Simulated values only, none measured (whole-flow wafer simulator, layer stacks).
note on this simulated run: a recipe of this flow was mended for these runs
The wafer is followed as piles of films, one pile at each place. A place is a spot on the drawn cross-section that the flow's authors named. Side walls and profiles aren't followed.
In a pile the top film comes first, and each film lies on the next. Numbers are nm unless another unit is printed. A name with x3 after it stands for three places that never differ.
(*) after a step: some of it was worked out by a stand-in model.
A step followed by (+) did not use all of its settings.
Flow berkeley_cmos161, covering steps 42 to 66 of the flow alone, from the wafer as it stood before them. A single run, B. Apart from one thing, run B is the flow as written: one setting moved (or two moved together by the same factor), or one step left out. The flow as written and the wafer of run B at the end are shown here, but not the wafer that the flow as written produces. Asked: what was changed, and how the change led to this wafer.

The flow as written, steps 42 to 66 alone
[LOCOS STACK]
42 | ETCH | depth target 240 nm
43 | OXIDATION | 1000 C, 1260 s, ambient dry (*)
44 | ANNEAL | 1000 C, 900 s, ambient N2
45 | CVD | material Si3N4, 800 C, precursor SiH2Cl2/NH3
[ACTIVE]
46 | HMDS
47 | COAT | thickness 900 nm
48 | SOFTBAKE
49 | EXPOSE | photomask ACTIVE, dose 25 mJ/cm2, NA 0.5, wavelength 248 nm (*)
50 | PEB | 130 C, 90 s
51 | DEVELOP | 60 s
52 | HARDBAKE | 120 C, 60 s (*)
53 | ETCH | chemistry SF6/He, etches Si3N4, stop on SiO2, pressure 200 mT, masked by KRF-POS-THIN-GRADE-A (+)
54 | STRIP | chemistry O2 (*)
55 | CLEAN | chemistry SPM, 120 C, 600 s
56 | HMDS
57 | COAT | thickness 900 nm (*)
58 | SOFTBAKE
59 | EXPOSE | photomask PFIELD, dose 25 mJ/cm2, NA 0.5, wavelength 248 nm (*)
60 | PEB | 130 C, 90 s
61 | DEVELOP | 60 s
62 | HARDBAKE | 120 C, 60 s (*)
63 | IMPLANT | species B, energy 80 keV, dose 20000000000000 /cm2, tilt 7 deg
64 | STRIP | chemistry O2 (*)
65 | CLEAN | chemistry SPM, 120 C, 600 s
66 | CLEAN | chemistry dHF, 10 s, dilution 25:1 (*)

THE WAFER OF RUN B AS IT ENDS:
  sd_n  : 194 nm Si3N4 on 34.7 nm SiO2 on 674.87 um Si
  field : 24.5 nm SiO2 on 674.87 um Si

The reason: step 43, OXIDATION: 1031 C was run, whereas the flow has 1000 C.

Step by step, how the change led to this:
  43 | OXIDATION | 1000 C, 1260 s, ambient dry (*)
      field, sd_n, spacer_n and 6 more: SiO2 gains 34.7 (new film), Si loses 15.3 (as written it would have been: SiO2 gains 26.6 (new film), Si loses 11.7)
